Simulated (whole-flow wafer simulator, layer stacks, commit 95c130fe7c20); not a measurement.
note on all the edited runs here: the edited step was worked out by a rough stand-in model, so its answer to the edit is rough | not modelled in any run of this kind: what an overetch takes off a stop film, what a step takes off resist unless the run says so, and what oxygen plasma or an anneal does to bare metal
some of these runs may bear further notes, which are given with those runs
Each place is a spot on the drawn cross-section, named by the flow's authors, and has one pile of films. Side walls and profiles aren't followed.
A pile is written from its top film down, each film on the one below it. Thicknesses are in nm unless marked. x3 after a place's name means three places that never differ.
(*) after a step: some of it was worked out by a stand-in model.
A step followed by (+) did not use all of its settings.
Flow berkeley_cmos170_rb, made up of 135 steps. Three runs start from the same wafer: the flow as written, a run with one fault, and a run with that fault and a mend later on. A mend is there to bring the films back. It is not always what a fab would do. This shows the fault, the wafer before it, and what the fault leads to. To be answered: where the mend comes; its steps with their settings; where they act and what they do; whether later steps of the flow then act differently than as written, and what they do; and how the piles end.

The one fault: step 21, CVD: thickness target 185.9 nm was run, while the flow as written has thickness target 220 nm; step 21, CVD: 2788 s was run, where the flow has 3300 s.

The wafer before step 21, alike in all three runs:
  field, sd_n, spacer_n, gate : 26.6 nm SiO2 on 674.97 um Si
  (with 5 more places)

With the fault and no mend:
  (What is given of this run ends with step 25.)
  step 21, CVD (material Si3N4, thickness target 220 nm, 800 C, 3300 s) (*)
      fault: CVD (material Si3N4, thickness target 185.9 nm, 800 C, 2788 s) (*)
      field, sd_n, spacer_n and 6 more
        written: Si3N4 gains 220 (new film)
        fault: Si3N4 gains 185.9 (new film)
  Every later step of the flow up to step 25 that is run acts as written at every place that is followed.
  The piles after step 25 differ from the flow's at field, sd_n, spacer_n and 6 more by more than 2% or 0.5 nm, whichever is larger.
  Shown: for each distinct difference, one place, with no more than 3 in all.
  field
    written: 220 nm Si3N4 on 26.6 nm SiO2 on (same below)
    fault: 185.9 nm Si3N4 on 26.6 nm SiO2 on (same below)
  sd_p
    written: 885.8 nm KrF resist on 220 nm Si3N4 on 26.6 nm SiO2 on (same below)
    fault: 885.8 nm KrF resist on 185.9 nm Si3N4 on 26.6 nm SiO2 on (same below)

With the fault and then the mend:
  The mend follows step 25.
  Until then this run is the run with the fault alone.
  step 25a, STRIP (*) (+)
      sd_p, spacer_p, gate_p, m1
        KrF resist loses 885.8 (all of it)
  step 25b, CLEAN (*) (a further turn of the flow's step 18)
      leaves every film unchanged at each place that is followed
  step 25c, CVD (material Si3N4, thickness target 34.1 nm, 800 C, 512 s) (*) (a further turn of the flow's step 21, with different settings)
      field, sd_n, spacer_n and 6 more
        Si3N4 gains 34.1
  step 25d, COAT (KrF resist, thickness 900 nm) (a further turn of the flow's step 22)
      field, sd_n, spacer_n and 6 more
        KrF resist gains 900 (new film)
  step 25e, EXPOSE (photomask PWELL) (a further turn of the flow's step 23)
      leaves every film unchanged at each place that is followed
  step 25f, PEB (130 C, 60 s) (*) (a further turn of the flow's step 24)
      leaves every film unchanged at each place that is followed
  step 25g, DEVELOP (developer developer-D-0.26N, 45 s) (a further turn of the flow's step 25)
      field, sd_n, spacer_n, gate, contact
        KrF resist loses 900 (all of it)
      sd_p, spacer_p, gate_p, m1
        KrF resist loses 14.2
  Every later step of the flow that is run acts as written at every place that is followed.
  The piles end the same as the flow's at every place that both follow.
